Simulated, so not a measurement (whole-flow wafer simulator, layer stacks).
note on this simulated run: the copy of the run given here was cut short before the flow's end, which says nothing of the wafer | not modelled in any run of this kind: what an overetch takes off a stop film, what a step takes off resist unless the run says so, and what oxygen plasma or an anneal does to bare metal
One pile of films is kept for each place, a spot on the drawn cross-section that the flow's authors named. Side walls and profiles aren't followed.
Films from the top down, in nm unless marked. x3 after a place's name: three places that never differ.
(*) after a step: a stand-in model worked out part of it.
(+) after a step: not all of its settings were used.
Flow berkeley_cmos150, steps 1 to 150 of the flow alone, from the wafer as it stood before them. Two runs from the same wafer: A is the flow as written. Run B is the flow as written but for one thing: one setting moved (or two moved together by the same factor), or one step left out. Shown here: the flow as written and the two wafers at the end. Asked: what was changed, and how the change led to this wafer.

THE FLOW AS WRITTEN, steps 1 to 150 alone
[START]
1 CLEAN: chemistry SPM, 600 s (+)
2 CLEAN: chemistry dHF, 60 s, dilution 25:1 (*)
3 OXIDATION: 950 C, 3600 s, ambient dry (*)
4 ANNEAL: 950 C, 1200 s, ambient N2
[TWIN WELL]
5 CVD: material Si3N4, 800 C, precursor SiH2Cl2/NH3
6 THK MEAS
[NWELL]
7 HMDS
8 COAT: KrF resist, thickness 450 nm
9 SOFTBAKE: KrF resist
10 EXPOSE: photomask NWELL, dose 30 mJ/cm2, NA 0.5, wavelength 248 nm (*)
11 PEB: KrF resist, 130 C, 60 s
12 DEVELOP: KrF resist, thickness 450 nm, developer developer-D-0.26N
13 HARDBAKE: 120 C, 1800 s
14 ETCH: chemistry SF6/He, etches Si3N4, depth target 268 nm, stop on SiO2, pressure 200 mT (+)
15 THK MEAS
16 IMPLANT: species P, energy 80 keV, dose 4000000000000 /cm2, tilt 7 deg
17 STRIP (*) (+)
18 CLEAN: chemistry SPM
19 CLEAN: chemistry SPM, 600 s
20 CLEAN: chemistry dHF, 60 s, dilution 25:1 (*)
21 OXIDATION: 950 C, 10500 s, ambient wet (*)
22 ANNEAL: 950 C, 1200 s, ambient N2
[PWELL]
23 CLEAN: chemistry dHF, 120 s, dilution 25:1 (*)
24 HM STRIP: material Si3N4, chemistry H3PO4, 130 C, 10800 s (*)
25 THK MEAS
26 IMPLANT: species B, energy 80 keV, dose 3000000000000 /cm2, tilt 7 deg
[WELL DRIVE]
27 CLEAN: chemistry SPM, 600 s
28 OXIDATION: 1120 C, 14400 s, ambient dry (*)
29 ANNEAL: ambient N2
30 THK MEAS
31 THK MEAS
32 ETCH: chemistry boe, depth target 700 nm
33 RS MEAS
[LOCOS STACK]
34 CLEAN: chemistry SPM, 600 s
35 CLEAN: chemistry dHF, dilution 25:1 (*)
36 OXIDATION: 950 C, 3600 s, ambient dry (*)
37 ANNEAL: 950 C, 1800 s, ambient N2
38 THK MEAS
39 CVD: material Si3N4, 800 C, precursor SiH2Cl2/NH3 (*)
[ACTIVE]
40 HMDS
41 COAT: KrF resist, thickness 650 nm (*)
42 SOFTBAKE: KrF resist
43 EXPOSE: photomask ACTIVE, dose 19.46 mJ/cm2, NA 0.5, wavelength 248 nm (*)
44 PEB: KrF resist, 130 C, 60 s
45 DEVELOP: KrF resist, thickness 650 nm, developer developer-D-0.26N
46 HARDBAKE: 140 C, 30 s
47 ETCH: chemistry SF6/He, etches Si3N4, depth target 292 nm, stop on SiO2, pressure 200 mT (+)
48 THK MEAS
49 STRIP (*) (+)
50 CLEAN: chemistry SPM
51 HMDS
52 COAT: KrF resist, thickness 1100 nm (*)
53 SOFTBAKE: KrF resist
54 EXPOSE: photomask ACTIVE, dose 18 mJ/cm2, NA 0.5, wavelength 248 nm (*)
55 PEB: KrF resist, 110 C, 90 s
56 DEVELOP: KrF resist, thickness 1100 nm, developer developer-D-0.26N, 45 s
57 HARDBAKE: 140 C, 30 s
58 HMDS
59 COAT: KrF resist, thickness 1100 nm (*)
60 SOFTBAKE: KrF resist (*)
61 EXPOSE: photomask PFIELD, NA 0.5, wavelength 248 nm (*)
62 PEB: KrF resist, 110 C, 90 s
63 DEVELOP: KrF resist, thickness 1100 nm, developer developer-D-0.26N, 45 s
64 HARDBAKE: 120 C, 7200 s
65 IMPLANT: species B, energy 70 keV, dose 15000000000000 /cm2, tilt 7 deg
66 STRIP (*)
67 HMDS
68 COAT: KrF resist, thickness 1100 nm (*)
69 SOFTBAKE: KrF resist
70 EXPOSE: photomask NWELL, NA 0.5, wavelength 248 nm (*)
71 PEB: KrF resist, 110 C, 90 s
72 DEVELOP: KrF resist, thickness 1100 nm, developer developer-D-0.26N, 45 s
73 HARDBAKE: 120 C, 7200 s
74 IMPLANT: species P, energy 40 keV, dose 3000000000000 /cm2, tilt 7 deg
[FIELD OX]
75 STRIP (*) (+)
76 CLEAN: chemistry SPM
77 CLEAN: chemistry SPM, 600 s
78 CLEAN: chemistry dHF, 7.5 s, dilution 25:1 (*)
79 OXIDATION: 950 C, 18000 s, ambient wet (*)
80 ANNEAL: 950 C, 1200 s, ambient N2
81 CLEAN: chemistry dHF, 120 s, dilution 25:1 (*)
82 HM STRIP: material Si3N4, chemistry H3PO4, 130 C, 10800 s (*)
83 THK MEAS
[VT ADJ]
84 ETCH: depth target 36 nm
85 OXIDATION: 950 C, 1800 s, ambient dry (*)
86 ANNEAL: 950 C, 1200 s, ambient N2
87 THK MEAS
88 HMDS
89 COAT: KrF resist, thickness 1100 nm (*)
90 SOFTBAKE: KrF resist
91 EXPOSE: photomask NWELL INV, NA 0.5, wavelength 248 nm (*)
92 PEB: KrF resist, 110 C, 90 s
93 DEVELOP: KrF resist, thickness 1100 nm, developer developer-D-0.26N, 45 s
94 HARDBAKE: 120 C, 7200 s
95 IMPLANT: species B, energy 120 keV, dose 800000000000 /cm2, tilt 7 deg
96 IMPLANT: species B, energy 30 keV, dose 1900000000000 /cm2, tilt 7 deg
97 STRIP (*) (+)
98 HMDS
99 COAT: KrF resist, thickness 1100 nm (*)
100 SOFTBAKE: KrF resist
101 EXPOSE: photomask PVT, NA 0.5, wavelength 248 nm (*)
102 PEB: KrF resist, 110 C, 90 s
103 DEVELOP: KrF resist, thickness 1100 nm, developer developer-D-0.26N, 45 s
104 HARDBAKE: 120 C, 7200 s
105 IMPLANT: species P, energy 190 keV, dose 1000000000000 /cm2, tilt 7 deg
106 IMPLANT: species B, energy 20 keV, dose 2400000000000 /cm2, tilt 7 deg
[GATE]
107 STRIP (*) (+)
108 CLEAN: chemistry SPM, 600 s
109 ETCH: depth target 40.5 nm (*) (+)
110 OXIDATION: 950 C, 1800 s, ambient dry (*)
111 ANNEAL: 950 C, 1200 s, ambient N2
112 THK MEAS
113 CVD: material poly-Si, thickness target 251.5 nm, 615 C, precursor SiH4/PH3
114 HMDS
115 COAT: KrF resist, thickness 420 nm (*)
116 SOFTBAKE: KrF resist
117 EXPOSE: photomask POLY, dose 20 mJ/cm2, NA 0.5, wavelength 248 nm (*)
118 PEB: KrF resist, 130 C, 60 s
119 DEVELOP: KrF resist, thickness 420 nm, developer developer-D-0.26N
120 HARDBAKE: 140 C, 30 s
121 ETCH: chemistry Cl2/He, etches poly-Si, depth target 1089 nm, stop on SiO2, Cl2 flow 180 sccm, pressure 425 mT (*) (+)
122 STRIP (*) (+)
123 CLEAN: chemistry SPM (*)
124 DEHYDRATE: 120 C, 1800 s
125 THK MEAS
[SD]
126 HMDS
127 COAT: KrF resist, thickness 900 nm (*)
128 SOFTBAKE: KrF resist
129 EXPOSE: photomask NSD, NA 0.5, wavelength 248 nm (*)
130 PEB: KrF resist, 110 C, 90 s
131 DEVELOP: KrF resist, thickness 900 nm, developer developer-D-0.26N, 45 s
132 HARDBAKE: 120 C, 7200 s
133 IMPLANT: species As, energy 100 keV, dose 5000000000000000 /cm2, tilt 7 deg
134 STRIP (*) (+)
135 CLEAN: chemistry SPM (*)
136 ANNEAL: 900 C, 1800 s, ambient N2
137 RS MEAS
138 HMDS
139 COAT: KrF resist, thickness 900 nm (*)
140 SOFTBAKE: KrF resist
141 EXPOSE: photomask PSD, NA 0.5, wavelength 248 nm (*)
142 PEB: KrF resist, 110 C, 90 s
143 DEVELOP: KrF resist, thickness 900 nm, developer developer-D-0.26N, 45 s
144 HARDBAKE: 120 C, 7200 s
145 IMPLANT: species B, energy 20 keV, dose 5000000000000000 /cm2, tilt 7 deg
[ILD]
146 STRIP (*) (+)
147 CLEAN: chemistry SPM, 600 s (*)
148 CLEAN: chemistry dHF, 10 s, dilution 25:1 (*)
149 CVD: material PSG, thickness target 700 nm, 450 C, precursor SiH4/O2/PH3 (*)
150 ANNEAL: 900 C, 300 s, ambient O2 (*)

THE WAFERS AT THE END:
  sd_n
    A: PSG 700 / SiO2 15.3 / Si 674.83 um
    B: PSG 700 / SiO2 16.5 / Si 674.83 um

The cause: step 37, ANNEAL: 1092 C was run, where the flow has 950 C.

How the change led to this, step by step:
  85 OXIDATION: 950 C, 1800 s, ambient dry (*)
      sd_n: A SiO2 +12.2, Si -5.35 | B SiO2 +15.6, Si -6.85
  109 ETCH: depth target 40.5 nm (*) (+)
      sd_n: A SiO2 -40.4 (all of it) | B SiO2 -40.5
  110 OXIDATION: 950 C, 1800 s, ambient dry (*)
      sd_n: A SiO2 +20.4 (new film), Si -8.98 | B SiO2 +18.2, Si -8.01
